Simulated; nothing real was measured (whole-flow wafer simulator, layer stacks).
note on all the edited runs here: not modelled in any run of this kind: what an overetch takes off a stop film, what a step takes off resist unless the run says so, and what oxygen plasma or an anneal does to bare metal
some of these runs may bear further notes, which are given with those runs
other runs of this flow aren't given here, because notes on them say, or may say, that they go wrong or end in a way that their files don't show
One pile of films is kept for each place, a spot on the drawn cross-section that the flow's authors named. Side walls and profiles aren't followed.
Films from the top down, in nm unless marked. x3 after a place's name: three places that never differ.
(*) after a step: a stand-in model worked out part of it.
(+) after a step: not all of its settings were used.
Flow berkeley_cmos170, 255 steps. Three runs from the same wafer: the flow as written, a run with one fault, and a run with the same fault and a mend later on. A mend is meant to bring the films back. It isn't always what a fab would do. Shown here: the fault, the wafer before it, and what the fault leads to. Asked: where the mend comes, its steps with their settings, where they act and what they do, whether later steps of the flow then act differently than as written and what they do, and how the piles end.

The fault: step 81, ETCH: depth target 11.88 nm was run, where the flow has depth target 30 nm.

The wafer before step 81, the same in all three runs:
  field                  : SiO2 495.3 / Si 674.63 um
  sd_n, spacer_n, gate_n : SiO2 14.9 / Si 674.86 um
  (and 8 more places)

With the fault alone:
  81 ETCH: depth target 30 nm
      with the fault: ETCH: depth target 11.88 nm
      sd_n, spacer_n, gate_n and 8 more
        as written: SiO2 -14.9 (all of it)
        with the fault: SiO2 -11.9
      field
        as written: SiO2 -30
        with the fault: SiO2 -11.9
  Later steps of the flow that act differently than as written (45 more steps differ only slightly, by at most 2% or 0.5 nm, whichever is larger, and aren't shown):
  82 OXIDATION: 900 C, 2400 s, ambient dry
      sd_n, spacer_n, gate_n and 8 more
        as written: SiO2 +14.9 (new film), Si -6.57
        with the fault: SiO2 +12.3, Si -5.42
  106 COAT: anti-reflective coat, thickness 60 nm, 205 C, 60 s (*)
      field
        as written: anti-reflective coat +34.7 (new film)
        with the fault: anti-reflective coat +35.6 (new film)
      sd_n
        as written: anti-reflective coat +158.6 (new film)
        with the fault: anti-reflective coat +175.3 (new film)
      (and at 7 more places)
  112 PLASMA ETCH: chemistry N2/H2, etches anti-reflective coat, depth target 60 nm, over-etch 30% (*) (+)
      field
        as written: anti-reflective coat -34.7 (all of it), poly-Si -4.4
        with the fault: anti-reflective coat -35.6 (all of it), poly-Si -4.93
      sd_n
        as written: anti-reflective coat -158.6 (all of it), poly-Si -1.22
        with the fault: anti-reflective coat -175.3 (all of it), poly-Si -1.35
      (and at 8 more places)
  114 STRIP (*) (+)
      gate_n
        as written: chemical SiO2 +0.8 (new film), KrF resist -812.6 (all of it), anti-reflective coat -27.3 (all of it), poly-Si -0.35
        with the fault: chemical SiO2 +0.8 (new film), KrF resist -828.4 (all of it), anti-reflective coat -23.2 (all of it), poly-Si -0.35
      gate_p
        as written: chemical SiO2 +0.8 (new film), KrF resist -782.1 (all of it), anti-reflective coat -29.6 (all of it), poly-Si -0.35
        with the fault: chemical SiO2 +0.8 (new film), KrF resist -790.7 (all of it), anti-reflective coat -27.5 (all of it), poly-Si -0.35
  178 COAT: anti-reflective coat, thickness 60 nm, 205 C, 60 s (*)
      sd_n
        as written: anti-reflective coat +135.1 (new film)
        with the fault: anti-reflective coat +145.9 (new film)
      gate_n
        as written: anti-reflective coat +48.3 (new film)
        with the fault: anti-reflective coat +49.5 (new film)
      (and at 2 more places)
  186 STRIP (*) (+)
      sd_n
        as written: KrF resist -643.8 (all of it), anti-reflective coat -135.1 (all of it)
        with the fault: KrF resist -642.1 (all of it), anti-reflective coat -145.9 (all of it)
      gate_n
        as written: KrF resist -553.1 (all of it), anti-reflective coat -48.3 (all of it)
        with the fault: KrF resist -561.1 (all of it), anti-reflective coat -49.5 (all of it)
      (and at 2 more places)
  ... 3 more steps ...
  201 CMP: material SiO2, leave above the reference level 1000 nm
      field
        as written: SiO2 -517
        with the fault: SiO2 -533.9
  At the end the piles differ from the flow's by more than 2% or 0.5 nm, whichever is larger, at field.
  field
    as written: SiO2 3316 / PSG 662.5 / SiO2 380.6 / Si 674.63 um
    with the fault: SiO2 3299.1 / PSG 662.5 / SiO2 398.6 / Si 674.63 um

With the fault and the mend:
  The mend comes after step 81.
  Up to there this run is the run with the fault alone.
  81a ETCH: depth target 18.12 nm (the flow's step 81 once more, with other settings)
      sd_n, spacer_n, gate_n and 8 more
        SiO2 -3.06 (all of it)
      field
        SiO2 -18.1
  No later step of the flow acts differently than as written at any place that is followed.
  At the end the piles are the same as the flow's at every place that both follow.
